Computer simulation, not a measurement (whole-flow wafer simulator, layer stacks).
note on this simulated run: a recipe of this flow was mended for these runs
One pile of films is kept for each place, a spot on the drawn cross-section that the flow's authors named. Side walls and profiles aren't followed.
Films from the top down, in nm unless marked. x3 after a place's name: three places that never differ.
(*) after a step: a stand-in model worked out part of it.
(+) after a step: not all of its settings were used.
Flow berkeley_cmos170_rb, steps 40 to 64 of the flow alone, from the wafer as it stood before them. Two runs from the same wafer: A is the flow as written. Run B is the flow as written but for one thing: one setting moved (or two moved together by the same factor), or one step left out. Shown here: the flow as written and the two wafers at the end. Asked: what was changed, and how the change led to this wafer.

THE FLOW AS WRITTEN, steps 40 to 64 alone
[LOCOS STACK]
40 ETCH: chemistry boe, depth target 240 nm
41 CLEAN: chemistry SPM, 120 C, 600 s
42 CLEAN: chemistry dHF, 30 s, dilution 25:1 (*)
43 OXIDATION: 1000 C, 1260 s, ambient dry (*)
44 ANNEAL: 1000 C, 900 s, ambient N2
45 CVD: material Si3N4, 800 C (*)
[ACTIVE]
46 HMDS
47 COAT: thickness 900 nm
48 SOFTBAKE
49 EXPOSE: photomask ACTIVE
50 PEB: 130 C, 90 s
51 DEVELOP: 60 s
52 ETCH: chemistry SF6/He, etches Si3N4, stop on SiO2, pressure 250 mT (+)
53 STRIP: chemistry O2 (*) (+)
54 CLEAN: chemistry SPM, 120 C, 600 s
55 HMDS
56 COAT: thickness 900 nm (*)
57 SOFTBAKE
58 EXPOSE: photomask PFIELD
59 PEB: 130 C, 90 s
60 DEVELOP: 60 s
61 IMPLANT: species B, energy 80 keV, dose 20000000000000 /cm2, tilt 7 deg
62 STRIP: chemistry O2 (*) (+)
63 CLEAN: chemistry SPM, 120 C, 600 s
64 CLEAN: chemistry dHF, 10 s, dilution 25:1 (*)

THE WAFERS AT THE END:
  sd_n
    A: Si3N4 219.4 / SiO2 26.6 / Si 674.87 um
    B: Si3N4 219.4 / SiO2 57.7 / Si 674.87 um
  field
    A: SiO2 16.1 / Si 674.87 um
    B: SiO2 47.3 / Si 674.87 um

The cause: step 40, ETCH: depth target 151 nm was run, where the flow has depth target 240 nm.

How the change led to this, step by step:
  40 ETCH: chemistry boe, depth target 240 nm
      field, sd_n, spacer_n and 6 more: A SiO2 -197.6 (all of it) | B SiO2 -151
  41 CLEAN: chemistry SPM, 120 C, 600 s
      field, sd_n, spacer_n and 6 more: A chemical SiO2 +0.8 (new film), Si -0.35 | B nothing
  42 CLEAN: chemistry dHF, 30 s, dilution 25:1 (*)
      field, sd_n, spacer_n and 6 more: A chemical SiO2 -0.8 (all of it) | B SiO2 -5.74
  43 OXIDATION: 1000 C, 1260 s, ambient dry (*)
      field, sd_n, spacer_n and 6 more: A SiO2 +26.6 (new film), Si -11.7 | B SiO2 +16.8, Si -7.4
